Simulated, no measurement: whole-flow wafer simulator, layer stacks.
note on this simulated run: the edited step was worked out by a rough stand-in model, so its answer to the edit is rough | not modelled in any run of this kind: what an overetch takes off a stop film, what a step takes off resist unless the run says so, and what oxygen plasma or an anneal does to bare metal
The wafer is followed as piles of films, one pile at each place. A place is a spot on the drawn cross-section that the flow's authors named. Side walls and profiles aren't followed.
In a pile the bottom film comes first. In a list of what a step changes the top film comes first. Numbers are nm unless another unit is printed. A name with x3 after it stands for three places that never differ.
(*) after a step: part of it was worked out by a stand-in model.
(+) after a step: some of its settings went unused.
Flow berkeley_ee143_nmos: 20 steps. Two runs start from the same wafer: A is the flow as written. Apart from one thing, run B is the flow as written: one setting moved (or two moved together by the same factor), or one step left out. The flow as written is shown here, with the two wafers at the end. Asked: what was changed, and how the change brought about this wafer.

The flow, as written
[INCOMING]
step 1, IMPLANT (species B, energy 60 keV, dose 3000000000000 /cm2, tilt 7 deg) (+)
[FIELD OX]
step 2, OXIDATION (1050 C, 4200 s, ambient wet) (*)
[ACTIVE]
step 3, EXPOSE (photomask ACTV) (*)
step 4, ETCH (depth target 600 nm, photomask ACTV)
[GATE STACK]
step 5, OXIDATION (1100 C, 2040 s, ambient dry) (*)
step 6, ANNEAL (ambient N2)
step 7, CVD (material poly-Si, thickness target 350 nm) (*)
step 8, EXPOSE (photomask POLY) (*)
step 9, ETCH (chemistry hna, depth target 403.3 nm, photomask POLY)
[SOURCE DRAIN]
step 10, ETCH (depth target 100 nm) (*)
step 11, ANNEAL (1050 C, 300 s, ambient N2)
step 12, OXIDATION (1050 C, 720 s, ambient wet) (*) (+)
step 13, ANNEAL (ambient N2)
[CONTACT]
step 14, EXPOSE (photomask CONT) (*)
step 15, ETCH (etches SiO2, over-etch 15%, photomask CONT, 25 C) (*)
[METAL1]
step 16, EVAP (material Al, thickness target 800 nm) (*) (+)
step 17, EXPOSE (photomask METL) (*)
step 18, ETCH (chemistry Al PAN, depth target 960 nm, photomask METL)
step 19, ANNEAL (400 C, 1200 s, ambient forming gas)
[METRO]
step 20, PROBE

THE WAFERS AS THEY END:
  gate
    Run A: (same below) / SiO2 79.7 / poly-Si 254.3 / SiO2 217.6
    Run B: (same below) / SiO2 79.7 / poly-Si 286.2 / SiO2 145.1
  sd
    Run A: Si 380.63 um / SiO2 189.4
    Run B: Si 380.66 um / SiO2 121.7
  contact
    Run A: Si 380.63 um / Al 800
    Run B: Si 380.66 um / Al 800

Cause: step 12, OXIDATION: 396 s was run, though the flow has 720 s.

How this came from the change, step by step:
  step 12, OXIDATION (1050 C, 720 s, ambient wet) (*) (+)
      sd, contact: A SiO2 gains 189.4 (new film), Si loses 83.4 | B SiO2 gains 121.7 (new film), Si loses 53.6
      gate: A SiO2 gains 217.6 (new film), poly-Si loses 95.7 | B SiO2 gains 145.1 (new film), poly-Si loses 63.8
      (as well as at 1 more place)
  step 15, ETCH (etches SiO2, over-etch 15%, photomask CONT, 25 C) (*)
      contact: A SiO2 loses 189.4 (all of it) | B SiO2 loses 121.7 (all of it)
